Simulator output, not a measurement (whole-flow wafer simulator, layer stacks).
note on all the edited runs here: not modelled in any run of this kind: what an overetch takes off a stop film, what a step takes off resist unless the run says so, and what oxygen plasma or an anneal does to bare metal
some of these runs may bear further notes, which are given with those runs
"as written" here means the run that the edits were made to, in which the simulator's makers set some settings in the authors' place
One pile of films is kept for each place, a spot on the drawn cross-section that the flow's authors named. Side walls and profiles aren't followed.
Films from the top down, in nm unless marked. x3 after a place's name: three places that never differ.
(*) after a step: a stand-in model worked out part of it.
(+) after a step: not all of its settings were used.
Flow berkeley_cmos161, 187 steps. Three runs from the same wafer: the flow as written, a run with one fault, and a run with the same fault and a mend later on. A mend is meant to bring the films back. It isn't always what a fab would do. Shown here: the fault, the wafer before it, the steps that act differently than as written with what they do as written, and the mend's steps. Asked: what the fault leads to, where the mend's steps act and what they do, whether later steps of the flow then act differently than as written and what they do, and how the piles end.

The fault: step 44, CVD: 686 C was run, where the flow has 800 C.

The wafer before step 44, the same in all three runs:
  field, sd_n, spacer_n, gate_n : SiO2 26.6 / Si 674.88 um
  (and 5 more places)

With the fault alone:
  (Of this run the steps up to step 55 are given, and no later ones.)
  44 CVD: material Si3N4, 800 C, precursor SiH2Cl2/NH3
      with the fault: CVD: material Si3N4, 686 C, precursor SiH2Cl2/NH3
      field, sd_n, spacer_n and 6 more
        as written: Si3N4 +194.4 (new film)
        with the fault: Si3N4 +28.9 (new film)
  Later steps of the flow that act differently than as written:
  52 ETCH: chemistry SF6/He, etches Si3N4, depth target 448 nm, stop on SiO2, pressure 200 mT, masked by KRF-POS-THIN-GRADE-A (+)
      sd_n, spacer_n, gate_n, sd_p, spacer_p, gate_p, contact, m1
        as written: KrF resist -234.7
        with the fault: KrF resist -54.8
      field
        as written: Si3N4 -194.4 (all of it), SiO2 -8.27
        with the fault: Si3N4 -28.9 (all of it), SiO2 -8.27
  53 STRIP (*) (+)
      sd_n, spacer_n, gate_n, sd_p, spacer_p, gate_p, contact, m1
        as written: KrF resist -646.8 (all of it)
        with the fault: KrF resist -826.7 (all of it)
  After step 55 the piles differ from the flow's by more than 2% or 0.5 nm, whichever is larger, at sd_n, spacer_n, gate_n, sd_p, spacer_p, gate_p, contact, m1.
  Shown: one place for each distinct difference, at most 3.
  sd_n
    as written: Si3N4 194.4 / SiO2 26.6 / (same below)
    with the fault: Si3N4 28.9 / SiO2 26.6 / (same below)

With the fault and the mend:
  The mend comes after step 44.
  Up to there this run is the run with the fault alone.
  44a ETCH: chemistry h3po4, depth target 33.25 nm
      field, sd_n, spacer_n and 6 more
        Si3N4 -28.9 (all of it)
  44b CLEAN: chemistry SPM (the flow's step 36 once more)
      changes no film at any place that is followed
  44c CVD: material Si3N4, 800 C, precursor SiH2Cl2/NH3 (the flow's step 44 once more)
      field, sd_n, spacer_n and 6 more
        Si3N4 +194.4 (new film)
  No later step of the flow acts differently than as written at any place that is followed.
  At the end the piles are the same as the flow's at every place that both follow.
